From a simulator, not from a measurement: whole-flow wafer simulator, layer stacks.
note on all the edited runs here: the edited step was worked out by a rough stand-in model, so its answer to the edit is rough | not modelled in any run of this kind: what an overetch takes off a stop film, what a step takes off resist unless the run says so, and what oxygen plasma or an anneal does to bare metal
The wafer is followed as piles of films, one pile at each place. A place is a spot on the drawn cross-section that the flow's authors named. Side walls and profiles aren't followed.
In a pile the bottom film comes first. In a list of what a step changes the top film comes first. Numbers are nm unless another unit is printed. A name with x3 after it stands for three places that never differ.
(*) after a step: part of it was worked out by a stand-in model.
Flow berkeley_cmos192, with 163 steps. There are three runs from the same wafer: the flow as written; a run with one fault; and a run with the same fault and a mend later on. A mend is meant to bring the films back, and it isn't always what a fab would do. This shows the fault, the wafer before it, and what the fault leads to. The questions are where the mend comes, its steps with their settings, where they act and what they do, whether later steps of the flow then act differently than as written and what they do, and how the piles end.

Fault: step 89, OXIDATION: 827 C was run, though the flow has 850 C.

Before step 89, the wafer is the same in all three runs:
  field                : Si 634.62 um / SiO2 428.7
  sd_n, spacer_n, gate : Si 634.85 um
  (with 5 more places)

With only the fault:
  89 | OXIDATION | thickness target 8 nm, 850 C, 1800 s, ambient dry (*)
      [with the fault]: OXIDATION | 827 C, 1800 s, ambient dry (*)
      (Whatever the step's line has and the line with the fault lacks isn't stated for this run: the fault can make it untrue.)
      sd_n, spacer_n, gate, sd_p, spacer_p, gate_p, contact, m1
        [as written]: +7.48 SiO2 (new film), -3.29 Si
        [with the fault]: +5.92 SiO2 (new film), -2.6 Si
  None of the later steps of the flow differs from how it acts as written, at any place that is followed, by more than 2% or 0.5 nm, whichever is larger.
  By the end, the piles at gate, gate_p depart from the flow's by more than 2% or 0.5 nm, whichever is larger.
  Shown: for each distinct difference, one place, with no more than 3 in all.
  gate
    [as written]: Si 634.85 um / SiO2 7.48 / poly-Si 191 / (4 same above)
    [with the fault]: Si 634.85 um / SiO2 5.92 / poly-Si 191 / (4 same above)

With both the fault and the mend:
  The mend stands after step 89.
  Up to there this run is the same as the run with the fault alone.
  89a | OXIDATION | 850 C, 633 s, ambient dry (*) (the flow's step 89 again, with other settings)
      sd_n, spacer_n, gate, sd_p, spacer_p, gate_p, contact, m1
        +1.55 SiO2, -0.68 Si
      field
        +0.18 SiO2, -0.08 Si
  None of the later steps of the flow differs from how it acts as written, at any place that is followed, by more than 2% or 0.5 nm, whichever is larger.
  When the end is reached, the piles differ only a little from the flow's at the places that both follow, at most by 2% or 0.5 nm, whichever is larger.
